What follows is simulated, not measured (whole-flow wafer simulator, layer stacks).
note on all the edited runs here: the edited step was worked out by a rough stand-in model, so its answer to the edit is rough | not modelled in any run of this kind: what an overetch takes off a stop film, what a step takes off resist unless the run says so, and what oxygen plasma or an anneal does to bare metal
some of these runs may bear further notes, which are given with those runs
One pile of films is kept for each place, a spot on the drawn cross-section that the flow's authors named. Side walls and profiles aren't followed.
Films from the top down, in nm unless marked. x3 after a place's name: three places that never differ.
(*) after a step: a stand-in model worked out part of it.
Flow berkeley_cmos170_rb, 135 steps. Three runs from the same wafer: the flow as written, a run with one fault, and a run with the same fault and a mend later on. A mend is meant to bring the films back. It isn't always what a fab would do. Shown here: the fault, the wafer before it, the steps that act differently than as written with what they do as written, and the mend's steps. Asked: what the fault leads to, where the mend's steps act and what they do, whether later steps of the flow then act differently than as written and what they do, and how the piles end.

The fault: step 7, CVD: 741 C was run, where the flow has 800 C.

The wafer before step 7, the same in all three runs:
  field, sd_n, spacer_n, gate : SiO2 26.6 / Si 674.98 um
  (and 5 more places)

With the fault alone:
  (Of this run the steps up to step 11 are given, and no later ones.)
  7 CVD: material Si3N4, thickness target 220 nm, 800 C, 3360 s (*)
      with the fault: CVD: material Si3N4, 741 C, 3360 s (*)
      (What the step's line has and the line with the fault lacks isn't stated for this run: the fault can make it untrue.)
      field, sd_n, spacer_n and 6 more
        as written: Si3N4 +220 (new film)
        with the fault: Si3N4 +83.8 (new film)
  No later step of the flow up to step 11 acts differently than as written at any place that is followed.
  After step 11 the piles differ from the flow's by more than 2% or 0.5 nm, whichever is larger, at field, sd_n, spacer_n and 6 more.
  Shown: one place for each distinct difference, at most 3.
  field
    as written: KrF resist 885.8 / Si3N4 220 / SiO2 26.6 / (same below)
    with the fault: KrF resist 885.8 / Si3N4 83.8 / SiO2 26.6 / (same below)
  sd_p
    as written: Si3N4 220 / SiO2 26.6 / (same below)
    with the fault: Si3N4 83.8 / SiO2 26.6 / (same below)

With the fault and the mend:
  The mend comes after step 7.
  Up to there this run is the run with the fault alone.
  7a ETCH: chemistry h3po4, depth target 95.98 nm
      field, sd_n, spacer_n and 6 more
        Si3N4 -83.8 (all of it)
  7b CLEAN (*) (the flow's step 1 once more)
      changes no film at any place that is followed
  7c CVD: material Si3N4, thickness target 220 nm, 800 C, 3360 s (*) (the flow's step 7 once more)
      field, sd_n, spacer_n and 6 more
        Si3N4 +220 (new film)
  No later step of the flow acts differently than as written at any place that is followed.
  At the end the piles are the same as the flow's at every place that both follow.
